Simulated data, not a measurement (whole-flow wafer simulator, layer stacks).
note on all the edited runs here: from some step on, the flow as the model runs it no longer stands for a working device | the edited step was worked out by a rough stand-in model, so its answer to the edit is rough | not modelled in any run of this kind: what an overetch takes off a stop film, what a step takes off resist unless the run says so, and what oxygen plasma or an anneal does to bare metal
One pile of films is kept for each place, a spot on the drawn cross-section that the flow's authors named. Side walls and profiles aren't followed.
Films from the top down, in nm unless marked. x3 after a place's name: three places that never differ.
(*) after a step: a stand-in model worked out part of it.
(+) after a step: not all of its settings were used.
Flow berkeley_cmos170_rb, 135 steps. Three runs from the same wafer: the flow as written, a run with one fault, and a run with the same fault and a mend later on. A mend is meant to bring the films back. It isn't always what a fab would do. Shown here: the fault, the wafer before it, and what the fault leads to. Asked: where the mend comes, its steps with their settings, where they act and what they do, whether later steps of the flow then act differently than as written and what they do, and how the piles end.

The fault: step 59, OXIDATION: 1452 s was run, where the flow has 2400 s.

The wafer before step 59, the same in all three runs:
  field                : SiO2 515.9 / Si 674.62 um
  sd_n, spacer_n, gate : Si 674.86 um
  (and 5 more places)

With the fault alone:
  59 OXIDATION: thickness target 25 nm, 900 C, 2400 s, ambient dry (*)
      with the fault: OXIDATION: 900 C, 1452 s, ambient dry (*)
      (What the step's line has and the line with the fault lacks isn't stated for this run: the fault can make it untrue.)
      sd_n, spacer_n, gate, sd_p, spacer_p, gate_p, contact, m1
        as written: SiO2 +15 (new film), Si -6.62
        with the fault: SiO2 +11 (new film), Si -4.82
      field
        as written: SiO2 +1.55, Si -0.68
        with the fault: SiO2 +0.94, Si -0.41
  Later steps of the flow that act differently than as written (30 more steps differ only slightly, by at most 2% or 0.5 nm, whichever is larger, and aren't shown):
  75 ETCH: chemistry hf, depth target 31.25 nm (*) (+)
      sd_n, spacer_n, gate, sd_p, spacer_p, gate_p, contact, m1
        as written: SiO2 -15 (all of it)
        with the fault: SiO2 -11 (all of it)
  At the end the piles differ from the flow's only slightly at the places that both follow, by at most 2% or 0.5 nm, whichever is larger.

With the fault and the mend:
  The mend comes after step 64.
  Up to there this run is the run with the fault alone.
  64a STRIP (*) (+)
      sd_p
        KrF resist -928 (all of it)
      spacer_p
        KrF resist -911.2 (all of it)
      gate_p
        KrF resist -910.3 (all of it)
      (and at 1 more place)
  64b CLEAN (*) (the flow's step 51 once more)
      changes no film at any place that is followed
  64c OXIDATION: 900 C, 931 s, ambient dry (*) (the flow's step 59 once more, with other settings)
      sd_n, spacer_n, gate, sd_p, spacer_p, gate_p, contact, m1
        SiO2 +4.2, Si -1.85
      field
        SiO2 +0.6, Si -0.26
  64d COAT: KrF resist, thickness 900 nm (*) (the flow's step 61 once more)
      field
        KrF resist +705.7 (new film)
      sd_n
        KrF resist +957.4 (new film)
      spacer_n
        KrF resist +924.9 (new film)
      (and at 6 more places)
  64e EXPOSE: photomask PWELL (the flow's step 62 once more)
      changes no film at any place that is followed
  64f PEB: 130 C, 60 s (*) (the flow's step 63 once more)
      changes no film at any place that is followed
  64g DEVELOP: developer developer-D-0.26N, 45 s (the flow's step 64 once more)
      sd_p, spacer_p, gate_p, m1
        KrF resist -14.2
      field
        KrF resist -705.7 (all of it)
      sd_n
        KrF resist -957.4 (all of it)
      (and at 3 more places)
  No later step of the flow acts differently than as written, at any place that is followed, by more than 2% or 0.5 nm, whichever is larger.
  At the end the piles differ from the flow's only slightly at the places that both follow, by at most 2% or 0.5 nm, whichever is larger.
